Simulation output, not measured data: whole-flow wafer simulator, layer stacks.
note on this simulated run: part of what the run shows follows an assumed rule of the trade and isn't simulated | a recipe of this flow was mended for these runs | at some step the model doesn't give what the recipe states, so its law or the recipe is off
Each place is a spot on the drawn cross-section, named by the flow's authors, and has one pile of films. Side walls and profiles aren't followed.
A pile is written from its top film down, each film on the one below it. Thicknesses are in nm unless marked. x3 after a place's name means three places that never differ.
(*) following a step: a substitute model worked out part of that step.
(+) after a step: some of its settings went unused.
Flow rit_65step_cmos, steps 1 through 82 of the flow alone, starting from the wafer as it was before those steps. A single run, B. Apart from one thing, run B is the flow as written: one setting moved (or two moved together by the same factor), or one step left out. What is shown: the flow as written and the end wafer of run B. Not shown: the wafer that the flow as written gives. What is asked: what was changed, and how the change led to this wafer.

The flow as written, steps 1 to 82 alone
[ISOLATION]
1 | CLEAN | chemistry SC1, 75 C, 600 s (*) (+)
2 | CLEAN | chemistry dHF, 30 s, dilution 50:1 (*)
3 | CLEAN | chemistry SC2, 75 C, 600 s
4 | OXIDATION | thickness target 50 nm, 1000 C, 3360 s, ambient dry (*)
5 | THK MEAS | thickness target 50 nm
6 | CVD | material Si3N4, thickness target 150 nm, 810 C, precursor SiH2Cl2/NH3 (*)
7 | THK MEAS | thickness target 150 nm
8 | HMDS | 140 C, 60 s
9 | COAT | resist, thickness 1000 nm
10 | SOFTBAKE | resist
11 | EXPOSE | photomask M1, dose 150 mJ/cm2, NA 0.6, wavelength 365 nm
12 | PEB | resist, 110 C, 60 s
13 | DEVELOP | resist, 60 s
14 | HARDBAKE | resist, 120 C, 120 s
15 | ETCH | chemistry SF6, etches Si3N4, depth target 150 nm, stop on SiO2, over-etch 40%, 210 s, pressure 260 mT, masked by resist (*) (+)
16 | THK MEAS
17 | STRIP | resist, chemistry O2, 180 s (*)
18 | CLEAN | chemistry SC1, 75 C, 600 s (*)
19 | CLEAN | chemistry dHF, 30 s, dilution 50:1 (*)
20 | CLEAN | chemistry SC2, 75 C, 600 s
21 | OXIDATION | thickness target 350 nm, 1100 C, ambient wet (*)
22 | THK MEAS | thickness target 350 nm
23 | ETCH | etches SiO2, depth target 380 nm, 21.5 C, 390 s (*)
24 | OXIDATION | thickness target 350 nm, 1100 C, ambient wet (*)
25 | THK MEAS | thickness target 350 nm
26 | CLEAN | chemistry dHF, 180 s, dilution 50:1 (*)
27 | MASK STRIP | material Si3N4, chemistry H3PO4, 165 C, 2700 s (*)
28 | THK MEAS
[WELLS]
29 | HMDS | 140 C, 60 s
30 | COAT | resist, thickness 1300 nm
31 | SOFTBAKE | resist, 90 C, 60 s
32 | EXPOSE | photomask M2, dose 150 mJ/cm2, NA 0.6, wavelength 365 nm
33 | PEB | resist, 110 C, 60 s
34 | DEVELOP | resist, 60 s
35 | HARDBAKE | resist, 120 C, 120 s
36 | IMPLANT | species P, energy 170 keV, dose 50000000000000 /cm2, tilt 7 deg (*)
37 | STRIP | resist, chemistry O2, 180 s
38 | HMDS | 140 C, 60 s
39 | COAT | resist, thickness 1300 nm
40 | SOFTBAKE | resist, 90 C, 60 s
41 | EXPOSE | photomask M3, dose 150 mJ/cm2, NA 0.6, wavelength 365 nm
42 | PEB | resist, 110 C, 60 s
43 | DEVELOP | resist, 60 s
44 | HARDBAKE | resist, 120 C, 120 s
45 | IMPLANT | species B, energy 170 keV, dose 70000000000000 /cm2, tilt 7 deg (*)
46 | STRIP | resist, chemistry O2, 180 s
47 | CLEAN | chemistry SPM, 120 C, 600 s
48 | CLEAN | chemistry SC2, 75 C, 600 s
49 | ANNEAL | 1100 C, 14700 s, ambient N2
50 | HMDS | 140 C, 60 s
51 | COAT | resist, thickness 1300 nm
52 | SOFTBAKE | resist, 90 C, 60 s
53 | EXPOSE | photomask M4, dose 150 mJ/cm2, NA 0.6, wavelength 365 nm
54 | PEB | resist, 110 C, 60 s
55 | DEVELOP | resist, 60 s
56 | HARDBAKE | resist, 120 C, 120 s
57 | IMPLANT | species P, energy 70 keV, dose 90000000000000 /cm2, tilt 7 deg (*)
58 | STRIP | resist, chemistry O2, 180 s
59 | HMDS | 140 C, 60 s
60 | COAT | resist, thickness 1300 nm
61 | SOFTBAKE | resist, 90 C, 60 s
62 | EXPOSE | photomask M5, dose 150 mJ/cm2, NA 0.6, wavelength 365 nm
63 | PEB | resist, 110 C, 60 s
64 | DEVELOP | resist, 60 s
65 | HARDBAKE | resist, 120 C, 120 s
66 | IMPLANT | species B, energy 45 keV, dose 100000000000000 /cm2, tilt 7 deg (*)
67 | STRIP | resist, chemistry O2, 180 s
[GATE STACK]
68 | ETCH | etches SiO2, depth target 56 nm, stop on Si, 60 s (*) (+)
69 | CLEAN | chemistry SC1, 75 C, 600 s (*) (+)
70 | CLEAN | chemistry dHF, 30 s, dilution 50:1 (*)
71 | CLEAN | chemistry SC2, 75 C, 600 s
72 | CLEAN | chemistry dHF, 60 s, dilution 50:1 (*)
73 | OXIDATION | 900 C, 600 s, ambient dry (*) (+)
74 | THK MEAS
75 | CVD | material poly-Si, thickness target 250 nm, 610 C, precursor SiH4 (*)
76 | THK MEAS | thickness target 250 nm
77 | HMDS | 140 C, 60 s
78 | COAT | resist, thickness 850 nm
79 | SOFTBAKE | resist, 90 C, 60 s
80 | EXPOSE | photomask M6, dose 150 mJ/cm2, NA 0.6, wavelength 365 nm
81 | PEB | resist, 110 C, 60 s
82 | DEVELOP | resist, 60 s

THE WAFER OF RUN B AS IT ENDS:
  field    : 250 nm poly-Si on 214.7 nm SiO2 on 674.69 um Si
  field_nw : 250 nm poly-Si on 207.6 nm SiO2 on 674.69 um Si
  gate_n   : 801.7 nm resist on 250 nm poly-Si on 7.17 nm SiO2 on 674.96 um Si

What caused this: step 24, OXIDATION: thickness target 308 nm was run, though the flow has thickness target 350 nm; step 26, CLEAN: 158 s was run, where the flow has 180 s.

The path from the change to this, step by step:
  24 | OXIDATION | thickness target 350 nm, 1100 C, ambient wet (*)
      active_n, active_p, gate_n and 7 more: SiO2 gains 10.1 (new film), Si3N4 loses 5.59 (as written it would have been: SiO2 gains 12 (new film), Si3N4 loses 6.61)
      field, field_pw, field_nw, field_p: SiO2 gains 308 (new film), Si loses 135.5 (as written it would have been: SiO2 gains 350 (new film), Si loses 154)
  26 | CLEAN | chemistry dHF, 180 s, dilution 50:1 (*)
      active_n, active_p, gate_n and 7 more: SiO2 loses 10.1 (all of it), Si3N4 loses 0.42 (as written it would have been: SiO2 loses 12 (all of it), Si3N4 loses 0.44)
      field, field_pw, field_nw, field_p: SiO2 loses 14.6 (as written it would have been: SiO2 loses 16.7)
